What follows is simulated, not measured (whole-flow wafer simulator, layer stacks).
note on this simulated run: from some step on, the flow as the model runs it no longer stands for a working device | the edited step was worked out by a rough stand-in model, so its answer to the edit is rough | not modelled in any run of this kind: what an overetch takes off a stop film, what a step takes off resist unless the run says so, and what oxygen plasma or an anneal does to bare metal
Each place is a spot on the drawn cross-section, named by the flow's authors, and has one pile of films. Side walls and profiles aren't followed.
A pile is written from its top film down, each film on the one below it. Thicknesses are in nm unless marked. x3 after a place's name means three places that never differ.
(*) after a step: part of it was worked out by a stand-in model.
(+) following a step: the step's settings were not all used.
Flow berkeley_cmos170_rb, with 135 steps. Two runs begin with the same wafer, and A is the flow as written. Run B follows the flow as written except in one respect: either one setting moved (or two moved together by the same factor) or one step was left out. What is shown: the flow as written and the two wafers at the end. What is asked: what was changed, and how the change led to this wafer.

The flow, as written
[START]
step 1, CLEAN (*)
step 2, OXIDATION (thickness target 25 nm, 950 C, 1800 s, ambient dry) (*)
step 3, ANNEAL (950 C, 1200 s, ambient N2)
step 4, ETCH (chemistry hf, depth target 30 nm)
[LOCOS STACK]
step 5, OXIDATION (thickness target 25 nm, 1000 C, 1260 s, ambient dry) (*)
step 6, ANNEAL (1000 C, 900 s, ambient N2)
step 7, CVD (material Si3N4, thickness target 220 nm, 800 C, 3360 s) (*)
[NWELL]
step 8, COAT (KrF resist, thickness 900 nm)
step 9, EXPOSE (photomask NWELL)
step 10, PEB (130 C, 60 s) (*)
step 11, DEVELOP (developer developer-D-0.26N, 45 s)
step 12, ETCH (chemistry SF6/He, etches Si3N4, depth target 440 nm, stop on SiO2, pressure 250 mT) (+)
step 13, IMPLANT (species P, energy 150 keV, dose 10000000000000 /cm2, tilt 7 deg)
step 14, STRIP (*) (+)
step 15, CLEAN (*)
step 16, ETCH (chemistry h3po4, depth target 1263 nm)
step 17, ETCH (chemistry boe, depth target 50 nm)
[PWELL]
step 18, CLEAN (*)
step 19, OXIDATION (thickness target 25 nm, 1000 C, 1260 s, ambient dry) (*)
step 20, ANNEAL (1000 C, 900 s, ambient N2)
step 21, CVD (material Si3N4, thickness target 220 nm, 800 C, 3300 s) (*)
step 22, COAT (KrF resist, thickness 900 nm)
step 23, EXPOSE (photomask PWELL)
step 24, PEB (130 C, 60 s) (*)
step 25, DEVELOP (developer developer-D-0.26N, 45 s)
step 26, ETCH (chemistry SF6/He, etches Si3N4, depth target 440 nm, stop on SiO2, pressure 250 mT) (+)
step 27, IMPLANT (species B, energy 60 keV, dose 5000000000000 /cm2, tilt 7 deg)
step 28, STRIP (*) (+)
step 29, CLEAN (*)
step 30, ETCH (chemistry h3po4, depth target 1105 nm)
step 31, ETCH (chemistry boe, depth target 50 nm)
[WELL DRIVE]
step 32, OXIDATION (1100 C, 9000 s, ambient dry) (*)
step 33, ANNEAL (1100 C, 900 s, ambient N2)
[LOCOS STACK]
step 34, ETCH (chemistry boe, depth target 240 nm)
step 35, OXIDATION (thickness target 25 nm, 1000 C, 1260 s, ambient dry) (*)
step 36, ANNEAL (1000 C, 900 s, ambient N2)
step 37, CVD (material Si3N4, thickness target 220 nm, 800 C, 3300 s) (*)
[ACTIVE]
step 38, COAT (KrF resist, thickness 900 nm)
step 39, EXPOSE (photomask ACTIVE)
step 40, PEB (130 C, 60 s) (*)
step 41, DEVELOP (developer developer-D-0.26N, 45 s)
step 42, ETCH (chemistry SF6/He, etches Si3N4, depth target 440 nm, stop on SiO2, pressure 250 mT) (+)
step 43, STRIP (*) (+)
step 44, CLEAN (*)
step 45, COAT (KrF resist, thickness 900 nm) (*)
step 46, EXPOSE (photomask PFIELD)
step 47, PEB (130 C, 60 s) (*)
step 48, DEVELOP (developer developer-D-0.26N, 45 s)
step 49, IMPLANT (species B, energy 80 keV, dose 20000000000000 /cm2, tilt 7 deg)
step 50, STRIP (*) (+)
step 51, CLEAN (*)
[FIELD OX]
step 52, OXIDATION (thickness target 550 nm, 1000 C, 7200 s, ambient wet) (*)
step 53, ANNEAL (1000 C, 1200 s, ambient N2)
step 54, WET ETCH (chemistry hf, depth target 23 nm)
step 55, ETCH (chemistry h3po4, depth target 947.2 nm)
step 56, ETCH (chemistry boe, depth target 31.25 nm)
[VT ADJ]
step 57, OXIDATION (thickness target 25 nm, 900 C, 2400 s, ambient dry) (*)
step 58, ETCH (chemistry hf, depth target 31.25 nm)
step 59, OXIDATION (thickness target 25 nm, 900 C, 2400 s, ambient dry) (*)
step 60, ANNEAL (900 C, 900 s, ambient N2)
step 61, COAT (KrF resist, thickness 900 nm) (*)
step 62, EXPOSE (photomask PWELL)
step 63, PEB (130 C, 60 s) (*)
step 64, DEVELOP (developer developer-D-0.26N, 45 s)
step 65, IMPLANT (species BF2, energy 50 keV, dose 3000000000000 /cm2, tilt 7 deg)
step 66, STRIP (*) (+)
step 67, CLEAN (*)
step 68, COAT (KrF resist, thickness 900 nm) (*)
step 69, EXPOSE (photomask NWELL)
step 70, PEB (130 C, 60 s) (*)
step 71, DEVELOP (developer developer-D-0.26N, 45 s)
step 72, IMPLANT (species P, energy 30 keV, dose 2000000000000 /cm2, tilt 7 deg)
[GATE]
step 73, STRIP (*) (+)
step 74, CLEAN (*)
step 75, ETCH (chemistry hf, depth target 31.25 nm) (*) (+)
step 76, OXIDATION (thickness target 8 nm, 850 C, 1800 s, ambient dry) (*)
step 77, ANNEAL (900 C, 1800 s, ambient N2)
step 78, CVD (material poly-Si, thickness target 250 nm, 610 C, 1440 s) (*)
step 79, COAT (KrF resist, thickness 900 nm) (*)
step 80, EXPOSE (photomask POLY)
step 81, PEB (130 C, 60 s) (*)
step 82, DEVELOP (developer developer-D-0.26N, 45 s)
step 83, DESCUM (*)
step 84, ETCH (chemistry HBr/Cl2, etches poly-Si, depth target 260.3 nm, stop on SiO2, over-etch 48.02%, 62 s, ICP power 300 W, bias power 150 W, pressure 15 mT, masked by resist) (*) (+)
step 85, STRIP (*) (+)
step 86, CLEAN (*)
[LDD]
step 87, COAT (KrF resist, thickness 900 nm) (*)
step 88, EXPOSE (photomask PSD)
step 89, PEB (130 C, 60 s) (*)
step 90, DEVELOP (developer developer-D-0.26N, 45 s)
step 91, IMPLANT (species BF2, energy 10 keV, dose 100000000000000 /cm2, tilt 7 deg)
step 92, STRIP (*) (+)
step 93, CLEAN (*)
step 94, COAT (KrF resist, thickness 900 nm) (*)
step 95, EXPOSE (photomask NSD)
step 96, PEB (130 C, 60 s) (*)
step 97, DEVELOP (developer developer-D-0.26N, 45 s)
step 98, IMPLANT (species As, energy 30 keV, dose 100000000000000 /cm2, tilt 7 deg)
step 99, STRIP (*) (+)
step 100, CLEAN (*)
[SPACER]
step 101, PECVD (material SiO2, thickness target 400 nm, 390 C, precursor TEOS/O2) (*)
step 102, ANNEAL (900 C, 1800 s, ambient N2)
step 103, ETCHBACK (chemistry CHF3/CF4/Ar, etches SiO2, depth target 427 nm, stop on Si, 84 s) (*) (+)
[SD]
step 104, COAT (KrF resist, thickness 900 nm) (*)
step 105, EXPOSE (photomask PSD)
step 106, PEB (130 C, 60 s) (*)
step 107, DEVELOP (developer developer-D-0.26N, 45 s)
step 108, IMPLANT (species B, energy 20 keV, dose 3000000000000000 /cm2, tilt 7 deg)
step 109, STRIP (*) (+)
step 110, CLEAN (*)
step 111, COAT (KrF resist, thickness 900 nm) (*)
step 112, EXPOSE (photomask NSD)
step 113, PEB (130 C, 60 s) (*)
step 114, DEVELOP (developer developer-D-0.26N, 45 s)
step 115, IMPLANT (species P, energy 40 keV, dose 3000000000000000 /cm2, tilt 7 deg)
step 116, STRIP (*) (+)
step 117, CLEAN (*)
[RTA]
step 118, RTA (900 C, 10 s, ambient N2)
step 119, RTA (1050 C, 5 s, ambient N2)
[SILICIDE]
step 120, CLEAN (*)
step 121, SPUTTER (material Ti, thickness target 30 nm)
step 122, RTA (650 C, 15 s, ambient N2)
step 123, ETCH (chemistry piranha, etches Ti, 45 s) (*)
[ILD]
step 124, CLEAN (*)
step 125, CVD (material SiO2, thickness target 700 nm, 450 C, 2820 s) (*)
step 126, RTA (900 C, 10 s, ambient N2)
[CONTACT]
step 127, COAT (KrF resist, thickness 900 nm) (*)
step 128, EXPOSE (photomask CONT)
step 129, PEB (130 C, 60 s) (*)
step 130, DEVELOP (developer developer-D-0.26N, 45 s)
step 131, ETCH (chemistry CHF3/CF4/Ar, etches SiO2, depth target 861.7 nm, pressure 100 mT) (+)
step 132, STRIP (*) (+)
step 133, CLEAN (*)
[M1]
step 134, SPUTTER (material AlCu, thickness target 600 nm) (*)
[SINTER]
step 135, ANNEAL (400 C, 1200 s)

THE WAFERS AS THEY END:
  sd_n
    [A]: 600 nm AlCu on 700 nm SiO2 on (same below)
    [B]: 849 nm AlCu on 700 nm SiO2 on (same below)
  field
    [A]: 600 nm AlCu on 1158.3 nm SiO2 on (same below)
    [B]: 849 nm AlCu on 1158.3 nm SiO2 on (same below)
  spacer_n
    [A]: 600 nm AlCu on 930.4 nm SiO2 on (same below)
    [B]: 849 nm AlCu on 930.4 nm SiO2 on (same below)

Cause: step 134, SPUTTER: thickness target 849 nm was run, though the flow has thickness target 600 nm.
One can read it off the wafer: sd_n has AlCu 849, and step 134 as written asks for 600 nm.

Step by step, how the change led to this:
  step 134, SPUTTER (material AlCu, thickness target 600 nm) (*)
      field, sd_n, spacer_n, gate, spacer_p, gate_p, m1: A +600 AlCu (new film) | B +849 AlCu (new film)
      sd_p: A +545.9 AlCu (new film) | B +785.5 AlCu (new film)
      (and at 1 other place as well)
